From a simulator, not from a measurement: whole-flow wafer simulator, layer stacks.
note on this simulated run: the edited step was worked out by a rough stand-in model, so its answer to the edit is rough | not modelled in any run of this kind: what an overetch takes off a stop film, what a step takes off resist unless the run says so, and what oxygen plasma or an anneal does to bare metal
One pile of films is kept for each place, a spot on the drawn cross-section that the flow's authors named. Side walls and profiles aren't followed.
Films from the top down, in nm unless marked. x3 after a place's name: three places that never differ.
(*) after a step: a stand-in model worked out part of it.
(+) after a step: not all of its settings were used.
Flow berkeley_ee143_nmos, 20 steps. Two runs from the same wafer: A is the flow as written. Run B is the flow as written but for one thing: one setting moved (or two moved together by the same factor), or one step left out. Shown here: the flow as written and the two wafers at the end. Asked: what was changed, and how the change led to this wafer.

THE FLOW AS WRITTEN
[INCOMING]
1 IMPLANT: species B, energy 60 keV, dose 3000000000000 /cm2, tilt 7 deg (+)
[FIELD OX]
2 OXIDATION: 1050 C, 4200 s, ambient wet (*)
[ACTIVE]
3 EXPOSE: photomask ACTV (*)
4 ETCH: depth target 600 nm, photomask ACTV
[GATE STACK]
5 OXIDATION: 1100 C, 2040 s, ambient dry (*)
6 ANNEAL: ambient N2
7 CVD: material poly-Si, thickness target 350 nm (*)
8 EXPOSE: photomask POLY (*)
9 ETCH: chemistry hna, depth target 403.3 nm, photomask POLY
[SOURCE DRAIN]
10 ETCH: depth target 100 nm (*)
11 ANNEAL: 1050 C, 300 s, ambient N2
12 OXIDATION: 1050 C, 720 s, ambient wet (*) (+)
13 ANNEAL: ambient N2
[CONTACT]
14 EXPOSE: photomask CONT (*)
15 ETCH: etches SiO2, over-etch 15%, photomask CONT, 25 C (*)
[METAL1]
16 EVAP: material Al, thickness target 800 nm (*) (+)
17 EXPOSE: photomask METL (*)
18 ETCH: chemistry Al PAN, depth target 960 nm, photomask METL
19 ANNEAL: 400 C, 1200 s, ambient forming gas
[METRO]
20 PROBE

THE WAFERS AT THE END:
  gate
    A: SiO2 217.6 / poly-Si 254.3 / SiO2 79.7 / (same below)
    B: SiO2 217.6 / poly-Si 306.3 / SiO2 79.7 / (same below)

The cause: step 7, CVD: thickness target 402 nm was run, where the flow has thickness target 350 nm.

How the change led to this, step by step:
  7 CVD: material poly-Si, thickness target 350 nm (*)
      gate, sd, contact, field: A poly-Si +350 (new film) | B poly-Si +402 (new film)
  9 ETCH: chemistry hna, depth target 403.3 nm, photomask POLY
      sd, contact, field: A poly-Si -350 (all of it) | B poly-Si -402 (all of it)
